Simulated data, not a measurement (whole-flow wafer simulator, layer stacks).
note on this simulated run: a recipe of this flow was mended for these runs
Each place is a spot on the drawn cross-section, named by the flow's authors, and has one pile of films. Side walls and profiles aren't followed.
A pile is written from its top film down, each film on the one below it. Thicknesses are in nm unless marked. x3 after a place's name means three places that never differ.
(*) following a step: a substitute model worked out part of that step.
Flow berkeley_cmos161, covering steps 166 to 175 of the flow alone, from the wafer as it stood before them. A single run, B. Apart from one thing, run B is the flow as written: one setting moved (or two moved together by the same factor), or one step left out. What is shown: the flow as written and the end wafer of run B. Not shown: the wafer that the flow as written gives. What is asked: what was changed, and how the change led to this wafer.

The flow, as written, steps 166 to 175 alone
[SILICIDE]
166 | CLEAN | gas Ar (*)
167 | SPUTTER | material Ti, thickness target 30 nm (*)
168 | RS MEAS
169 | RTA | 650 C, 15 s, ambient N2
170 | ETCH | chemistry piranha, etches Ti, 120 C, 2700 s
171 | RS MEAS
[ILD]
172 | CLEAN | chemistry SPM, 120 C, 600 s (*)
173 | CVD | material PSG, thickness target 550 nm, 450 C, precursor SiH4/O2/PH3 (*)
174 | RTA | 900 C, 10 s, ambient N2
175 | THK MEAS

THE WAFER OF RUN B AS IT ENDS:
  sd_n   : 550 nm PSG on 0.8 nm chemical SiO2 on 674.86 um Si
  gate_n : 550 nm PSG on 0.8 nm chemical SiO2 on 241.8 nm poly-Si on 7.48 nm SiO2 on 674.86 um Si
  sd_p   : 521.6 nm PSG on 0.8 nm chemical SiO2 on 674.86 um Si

What caused this: step 169, RTA: 650 C, 15 s, ambient N2, was omitted.

How this came from the change, step by step:
  170 | ETCH | chemistry piranha, etches Ti, 120 C, 2700 s
      sd_n, gate_n, sd_p, gate_p, contact x2: -30 Ti (all of it) (as written it would have been: -6.6 Ti (all of it), -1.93 TiSi first)
  172 | CLEAN | chemistry SPM, 120 C, 600 s (*)
      sd_n, sd_p, contact x2: +0.8 chemical SiO2 (new film), -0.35 Si (as written it would have been: nothing)
      gate_n, gate_p: +0.8 chemical SiO2 (new film), -0.35 poly-Si (as written it would have been: nothing)
  174 | RTA | 900 C, 10 s, ambient N2
      sd_n, sd_p, contact x2: nothing (as written it would have been: under 1 film: +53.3 TiSi2 (new film), -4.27 TiSi first (all of it), -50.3 TiSi2 C49 (all of it), -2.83 Si)
      gate_n, gate_p: nothing (as written it would have been: under 1 film: +53.3 TiSi2 (new film), -4.27 TiSi first (all of it), -50.3 TiSi2 C49 (all of it), -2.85 poly-Si)
